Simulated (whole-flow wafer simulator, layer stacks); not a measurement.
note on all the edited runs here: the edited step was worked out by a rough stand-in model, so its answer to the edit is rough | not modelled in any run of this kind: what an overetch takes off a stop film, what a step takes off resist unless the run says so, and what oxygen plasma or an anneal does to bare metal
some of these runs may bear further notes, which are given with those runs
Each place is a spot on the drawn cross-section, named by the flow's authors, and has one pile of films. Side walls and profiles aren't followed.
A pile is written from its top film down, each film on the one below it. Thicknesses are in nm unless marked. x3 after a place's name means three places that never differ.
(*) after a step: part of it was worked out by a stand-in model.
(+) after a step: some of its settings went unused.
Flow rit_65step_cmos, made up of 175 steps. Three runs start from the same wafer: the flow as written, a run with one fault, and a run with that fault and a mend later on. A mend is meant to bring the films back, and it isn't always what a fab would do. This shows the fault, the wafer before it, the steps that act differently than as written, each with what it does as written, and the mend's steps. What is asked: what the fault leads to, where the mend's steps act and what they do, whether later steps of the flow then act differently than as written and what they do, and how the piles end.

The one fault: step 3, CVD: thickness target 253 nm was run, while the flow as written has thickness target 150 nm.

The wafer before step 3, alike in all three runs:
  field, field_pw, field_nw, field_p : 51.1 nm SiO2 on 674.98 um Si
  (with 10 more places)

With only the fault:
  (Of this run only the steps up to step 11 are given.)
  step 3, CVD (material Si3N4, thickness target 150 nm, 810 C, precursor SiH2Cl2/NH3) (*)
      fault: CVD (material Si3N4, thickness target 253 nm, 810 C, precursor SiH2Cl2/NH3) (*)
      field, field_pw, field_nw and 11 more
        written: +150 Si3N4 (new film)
        fault: +253 Si3N4 (new film)
  None of the later steps of the flow up to step 11 acts differently than as written at any place that is followed.
  After step 11, at field, field_pw, field_nw and 11 more, the piles differ from the flow's by more than 2% or 0.5 nm, whichever is larger.
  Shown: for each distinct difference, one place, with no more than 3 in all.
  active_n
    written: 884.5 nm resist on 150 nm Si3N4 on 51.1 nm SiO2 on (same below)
    fault: 884.5 nm resist on 253 nm Si3N4 on 51.1 nm SiO2 on (same below)
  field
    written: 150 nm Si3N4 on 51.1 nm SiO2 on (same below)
    fault: 253 nm Si3N4 on 51.1 nm SiO2 on (same below)

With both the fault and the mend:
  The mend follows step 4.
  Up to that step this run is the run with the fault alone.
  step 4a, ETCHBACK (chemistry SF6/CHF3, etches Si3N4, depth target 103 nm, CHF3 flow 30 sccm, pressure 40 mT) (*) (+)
      field, field_pw, field_nw and 11 more
        -103 Si3N4
  None of the later steps of the flow acts differently than as written at any place that is followed.
  The piles end the same as the flow's at every place that both follow.
